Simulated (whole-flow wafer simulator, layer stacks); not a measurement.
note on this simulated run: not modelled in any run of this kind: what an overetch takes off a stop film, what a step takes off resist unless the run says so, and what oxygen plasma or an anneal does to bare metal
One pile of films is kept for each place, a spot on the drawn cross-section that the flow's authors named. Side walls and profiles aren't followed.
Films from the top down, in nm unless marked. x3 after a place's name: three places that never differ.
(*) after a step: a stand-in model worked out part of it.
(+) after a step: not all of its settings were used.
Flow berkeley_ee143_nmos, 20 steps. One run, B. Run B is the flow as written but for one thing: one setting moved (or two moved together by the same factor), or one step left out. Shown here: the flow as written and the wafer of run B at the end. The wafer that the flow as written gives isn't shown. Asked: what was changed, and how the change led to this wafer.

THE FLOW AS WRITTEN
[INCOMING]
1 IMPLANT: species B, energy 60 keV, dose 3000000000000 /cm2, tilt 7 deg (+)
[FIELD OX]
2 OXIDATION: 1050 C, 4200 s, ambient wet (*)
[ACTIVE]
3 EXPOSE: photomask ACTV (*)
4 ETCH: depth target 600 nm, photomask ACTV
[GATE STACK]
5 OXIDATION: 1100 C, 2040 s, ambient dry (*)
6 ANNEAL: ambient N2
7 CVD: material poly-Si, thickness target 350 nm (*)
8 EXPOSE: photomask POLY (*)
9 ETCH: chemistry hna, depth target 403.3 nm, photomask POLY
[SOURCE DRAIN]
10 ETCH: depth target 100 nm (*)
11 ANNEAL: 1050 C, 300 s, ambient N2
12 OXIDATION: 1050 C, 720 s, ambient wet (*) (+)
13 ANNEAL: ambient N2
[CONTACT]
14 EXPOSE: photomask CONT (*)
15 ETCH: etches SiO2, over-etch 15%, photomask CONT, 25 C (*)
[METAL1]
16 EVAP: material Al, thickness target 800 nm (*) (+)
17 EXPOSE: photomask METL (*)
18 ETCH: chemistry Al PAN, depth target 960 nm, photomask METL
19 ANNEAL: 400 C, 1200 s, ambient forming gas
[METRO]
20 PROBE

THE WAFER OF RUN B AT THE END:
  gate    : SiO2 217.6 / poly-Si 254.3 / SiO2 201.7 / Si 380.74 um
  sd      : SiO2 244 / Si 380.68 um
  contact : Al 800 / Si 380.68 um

The cause: step 4, ETCH: depth target 393 nm was run, where the flow has depth target 600 nm.

How the change led to this, step by step:
  4 ETCH: depth target 600 nm, photomask ACTV
      gate, sd, contact: SiO2 -393 (as written it would be: SiO2 -566.4 (all of it))
  5 OXIDATION: 1100 C, 2040 s, ambient dry (*)
      gate, sd, contact: SiO2 +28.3, Si -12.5 (as written it would be: SiO2 +79.7 (new film), Si -35.1)
  10 ETCH: depth target 100 nm (*)
      sd, contact: SiO2 -100 (as written it would be: SiO2 -79.7 (all of it))
  12 OXIDATION: 1050 C, 720 s, ambient wet (*) (+)
      sd, contact: SiO2 +142.3, Si -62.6 (as written it would be: SiO2 +189.4 (new film), Si -83.4)
  15 ETCH: etches SiO2, over-etch 15%, photomask CONT, 25 C (*)
      contact: SiO2 -244 (all of it) (as written it would be: SiO2 -189.4 (all of it))
